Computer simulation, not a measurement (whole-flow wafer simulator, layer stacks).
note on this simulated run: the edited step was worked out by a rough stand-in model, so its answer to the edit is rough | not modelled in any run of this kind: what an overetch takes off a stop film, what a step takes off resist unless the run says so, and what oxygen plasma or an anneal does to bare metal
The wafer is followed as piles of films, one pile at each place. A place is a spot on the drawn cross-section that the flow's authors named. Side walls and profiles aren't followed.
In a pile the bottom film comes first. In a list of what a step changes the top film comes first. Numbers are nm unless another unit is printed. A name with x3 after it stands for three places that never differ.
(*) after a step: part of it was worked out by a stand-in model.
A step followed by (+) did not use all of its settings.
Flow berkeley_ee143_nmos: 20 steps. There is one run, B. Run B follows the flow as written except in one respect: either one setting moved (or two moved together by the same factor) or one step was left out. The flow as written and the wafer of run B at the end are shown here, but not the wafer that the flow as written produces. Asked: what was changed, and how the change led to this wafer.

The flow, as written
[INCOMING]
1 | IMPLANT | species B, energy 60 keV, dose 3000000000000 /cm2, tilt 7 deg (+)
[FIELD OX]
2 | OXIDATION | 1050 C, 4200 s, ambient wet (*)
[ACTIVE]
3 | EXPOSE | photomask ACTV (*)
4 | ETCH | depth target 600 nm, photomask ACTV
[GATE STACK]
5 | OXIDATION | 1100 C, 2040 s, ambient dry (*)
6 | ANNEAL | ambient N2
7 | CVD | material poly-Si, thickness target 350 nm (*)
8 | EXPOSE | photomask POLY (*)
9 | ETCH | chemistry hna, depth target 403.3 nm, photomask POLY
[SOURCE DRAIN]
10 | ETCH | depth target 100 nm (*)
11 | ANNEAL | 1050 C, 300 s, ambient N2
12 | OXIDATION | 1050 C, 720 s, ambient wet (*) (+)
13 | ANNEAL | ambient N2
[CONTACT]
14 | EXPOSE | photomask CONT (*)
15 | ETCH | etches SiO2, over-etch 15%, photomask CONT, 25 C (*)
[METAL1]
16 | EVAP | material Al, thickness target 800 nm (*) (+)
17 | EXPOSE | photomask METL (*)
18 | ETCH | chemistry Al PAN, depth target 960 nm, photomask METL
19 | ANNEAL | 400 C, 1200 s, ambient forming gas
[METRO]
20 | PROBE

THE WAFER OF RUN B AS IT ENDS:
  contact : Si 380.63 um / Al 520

What caused this: step 16, EVAP: thickness target 520 nm was run, whereas the flow has thickness target 800 nm.
One can read it off the wafer: contact has Al 520, and step 16 as written asks for 800 nm.

Step by step, how the change led to this:
  16 | EVAP | material Al, thickness target 800 nm (*) (+)
      gate, sd, contact, field: Al gains 520 (new film) (in the flow as written it would be: Al gains 800 (new film))
  18 | ETCH | chemistry Al PAN, depth target 960 nm, photomask METL
      gate, sd, field: Al loses 520 (all of it) (in the flow as written it would be: Al loses 800 (all of it))
